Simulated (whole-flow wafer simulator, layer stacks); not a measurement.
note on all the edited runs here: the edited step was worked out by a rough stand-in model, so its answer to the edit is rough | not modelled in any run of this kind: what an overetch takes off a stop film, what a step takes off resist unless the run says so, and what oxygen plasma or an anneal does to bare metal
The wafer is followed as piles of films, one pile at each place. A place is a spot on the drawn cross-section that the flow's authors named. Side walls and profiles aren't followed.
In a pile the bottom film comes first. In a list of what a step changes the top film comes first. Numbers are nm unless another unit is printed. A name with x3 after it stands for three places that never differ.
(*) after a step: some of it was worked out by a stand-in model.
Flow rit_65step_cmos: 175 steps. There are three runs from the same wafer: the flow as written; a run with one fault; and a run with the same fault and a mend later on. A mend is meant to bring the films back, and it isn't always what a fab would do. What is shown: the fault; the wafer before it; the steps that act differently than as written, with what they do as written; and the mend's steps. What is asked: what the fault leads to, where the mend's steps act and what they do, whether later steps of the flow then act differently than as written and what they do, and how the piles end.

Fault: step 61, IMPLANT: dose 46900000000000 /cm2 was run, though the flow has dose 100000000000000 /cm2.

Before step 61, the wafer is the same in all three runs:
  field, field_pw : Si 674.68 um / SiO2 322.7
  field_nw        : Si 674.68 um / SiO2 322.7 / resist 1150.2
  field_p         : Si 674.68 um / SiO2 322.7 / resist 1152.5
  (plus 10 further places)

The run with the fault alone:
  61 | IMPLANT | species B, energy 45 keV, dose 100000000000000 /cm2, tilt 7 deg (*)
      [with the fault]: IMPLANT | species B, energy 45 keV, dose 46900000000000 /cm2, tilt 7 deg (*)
      at every place that is followed, does what it does as written
  Steps further on in the flow that do not act as written (31 other steps are not shown; they differ only slightly, by no more than 2% or 0.5 nm, whichever is larger):
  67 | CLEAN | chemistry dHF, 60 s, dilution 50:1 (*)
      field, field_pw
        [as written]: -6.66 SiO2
        [with the fault]: -6.08 SiO2
  At the end the piles are close to the flow's at the places that both follow, differing by at most 2% or 0.5 nm, whichever is larger.

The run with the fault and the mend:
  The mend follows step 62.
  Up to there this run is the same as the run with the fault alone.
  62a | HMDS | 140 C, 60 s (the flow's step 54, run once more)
      leaves every film unchanged at each place that is followed
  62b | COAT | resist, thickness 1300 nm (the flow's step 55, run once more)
      gate_n, gate_p, spacer, spacer_p, contact
        +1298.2 resist (new film)
      active_n, active_p, sd_p
        +1297.4 resist (new film)
      field_pw, field_nw
        +1313 resist (new film)
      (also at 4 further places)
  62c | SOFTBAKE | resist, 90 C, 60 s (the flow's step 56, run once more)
      leaves every film unchanged at each place that is followed
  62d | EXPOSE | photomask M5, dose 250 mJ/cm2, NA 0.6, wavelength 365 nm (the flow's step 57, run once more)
      leaves every film unchanged at each place that is followed
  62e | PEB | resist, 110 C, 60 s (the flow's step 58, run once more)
      gate_n, gate_p, spacer, spacer_p, contact, m1
        -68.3 resist
      active_n, active_p, sd_n, sd_p
        -68.2 resist
      field, field_p
        -69.2 resist
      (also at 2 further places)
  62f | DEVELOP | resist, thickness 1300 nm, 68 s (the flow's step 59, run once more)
      gate_n, spacer, contact
        -1229.9 resist (all of it)
      field
        -1246.5 resist (all of it)
      field_pw
        -1243.9 resist (all of it)
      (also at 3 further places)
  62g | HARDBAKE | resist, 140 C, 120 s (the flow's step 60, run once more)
      active_p, gate_p, spacer_p
        -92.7 resist
      field_nw
        -93.8 resist
      field_p
        -94 resist
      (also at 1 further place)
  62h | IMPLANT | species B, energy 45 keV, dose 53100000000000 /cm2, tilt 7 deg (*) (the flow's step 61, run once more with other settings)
      leaves every film unchanged at each place that is followed
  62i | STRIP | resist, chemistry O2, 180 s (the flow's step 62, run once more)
      active_p, sd_p
        -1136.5 resist (all of it)
      gate_p, spacer_p
        -1137.2 resist (all of it)
      field_nw
        -1150.2 resist (all of it)
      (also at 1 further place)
  Later steps of the flow that are run all act as written at every place that is followed.
  By the end, the piles equal the flow's at every place that both follow.
